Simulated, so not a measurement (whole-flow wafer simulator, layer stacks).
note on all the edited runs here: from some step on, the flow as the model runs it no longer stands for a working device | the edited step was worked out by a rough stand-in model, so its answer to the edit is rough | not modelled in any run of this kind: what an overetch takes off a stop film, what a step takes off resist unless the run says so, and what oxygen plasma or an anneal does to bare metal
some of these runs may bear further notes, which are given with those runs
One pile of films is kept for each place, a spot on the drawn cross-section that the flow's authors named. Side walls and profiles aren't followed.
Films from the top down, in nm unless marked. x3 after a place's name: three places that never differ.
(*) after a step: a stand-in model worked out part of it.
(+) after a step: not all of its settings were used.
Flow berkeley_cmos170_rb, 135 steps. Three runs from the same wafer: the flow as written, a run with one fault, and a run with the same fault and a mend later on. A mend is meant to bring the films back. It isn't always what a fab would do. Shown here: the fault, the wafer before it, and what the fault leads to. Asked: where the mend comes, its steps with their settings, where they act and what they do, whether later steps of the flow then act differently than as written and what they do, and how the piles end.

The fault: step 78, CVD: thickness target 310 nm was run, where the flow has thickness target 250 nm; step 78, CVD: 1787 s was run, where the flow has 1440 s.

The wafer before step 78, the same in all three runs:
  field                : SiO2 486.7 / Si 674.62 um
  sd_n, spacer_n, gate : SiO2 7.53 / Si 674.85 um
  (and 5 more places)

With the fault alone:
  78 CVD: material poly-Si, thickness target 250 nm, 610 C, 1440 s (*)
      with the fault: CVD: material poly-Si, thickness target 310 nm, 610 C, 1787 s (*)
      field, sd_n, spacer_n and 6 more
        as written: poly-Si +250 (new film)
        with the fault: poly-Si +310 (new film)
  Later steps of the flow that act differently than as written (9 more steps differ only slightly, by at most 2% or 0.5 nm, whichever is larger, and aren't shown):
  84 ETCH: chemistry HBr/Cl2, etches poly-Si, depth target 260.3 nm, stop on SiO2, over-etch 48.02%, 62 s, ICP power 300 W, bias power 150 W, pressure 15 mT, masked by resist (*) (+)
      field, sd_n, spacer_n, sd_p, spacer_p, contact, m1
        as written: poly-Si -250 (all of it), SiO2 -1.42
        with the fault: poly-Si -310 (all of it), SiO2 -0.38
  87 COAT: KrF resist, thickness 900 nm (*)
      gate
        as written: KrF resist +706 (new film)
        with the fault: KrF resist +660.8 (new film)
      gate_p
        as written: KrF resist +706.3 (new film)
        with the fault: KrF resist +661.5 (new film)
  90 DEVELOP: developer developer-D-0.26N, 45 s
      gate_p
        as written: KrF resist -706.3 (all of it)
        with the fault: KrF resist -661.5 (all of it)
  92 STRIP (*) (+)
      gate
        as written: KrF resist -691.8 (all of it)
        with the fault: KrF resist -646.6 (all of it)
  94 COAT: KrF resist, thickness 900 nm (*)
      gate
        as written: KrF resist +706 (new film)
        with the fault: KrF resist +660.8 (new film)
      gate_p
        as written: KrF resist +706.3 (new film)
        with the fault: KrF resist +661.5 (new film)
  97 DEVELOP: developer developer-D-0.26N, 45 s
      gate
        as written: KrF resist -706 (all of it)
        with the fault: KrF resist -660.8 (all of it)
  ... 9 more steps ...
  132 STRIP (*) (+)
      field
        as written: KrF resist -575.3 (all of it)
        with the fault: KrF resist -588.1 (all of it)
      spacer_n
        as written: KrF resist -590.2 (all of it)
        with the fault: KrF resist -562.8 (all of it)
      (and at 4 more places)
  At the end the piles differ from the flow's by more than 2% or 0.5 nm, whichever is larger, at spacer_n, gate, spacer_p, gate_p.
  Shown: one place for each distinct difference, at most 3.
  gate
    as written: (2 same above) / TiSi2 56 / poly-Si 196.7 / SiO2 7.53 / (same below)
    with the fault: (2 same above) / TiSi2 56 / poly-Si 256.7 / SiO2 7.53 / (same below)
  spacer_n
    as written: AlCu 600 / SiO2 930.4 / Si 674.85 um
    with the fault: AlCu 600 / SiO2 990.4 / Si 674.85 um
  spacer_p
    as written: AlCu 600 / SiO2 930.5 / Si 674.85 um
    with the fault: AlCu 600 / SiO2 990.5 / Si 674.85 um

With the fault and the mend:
  The mend comes after step 78.
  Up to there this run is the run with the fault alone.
  78a ETCH: chemistry tmah, depth target 60 nm
      field, sd_n, spacer_n and 6 more
        poly-Si -60
  No later step of the flow acts differently than as written at any place that is followed.
  At the end the piles are the same as the flow's at every place that both follow.
